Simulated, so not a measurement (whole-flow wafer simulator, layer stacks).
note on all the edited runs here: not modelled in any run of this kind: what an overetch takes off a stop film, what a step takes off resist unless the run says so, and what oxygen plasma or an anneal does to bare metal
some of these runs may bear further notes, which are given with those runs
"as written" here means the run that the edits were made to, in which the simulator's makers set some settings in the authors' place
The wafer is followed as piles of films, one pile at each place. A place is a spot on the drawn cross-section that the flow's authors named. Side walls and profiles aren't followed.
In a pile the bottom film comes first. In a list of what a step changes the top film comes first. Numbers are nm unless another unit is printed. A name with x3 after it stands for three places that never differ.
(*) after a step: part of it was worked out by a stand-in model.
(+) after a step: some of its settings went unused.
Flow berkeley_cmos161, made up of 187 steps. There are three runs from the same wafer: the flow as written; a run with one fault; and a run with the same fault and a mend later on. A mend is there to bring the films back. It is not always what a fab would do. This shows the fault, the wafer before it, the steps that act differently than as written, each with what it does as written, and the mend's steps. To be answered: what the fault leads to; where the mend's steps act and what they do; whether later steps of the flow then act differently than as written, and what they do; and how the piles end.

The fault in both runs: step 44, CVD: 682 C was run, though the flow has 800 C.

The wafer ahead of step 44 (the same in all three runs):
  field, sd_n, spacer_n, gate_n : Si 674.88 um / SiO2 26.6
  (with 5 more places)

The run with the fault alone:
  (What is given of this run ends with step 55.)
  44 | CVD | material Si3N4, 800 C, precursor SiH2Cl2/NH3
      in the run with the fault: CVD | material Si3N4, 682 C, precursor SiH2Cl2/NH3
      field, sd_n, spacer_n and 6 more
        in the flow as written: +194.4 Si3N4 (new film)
        in the run with the fault: +26.4 Si3N4 (new film)
  Steps further on in the flow that do not act as written:
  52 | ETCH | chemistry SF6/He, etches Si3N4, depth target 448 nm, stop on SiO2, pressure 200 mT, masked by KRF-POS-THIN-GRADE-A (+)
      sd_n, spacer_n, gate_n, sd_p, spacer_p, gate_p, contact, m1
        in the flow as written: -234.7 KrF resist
        in the run with the fault: -52.1 KrF resist
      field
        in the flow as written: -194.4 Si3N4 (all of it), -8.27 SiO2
        in the run with the fault: -26.4 Si3N4 (all of it), -8.27 SiO2
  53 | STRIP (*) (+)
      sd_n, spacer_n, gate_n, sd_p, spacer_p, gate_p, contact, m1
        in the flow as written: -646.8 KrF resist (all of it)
        in the run with the fault: -829.3 KrF resist (all of it)
  After step 55, at sd_n, spacer_n, gate_n, sd_p, spacer_p, gate_p, contact, m1, the piles differ from the flow's by more than 2% or 0.5 nm, whichever is larger.
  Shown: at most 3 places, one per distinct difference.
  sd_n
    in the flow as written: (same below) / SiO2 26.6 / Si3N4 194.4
    in the run with the fault: (same below) / SiO2 26.6 / Si3N4 26.4

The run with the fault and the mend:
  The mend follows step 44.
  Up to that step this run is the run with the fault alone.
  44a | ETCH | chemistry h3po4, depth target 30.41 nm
      field, sd_n, spacer_n and 6 more
        -26.4 Si3N4 (all of it)
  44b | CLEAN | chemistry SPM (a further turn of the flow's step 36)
      alters no film at any place that is followed
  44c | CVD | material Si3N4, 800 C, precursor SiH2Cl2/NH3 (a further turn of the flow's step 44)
      field, sd_n, spacer_n and 6 more
        +194.4 Si3N4 (new film)
  Later steps of the flow that are run all act as written at every place that is followed.
  At every place that both follow, the piles at the end match the flow's.
